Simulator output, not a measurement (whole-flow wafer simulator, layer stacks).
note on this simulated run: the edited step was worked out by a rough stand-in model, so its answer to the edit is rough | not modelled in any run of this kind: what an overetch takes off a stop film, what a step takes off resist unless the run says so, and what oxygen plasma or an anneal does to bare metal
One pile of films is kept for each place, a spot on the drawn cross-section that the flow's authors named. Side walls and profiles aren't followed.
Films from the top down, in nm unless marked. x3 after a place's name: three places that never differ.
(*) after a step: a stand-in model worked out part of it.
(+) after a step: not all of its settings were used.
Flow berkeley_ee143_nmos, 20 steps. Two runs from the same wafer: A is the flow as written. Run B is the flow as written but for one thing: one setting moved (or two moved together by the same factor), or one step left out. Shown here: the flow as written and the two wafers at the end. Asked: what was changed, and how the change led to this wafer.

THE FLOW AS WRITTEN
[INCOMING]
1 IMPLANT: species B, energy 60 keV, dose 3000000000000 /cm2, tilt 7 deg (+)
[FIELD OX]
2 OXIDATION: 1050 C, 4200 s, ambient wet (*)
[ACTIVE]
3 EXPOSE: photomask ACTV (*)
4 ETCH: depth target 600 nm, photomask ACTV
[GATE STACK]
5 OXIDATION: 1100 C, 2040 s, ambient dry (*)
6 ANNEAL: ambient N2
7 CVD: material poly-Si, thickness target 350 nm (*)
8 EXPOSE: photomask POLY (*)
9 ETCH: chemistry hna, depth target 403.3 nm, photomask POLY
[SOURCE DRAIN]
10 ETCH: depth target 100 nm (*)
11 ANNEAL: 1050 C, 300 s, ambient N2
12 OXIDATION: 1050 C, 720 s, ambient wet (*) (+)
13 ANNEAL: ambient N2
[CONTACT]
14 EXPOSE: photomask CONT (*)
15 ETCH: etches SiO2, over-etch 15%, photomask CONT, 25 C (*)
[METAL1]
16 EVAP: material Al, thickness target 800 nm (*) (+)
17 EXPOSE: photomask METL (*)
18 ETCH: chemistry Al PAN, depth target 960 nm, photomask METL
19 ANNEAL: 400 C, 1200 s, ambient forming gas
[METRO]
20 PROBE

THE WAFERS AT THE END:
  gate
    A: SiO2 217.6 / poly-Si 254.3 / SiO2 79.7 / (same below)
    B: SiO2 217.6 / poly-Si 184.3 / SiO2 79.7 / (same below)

The cause: step 7, CVD: thickness target 280 nm was run, where the flow has thickness target 350 nm.

How the change led to this, step by step:
  7 CVD: material poly-Si, thickness target 350 nm (*)
      gate, sd, contact, field: A poly-Si +350 (new film) | B poly-Si +280 (new film)
  9 ETCH: chemistry hna, depth target 403.3 nm, photomask POLY
      sd, contact, field: A poly-Si -350 (all of it) | B poly-Si -280 (all of it)
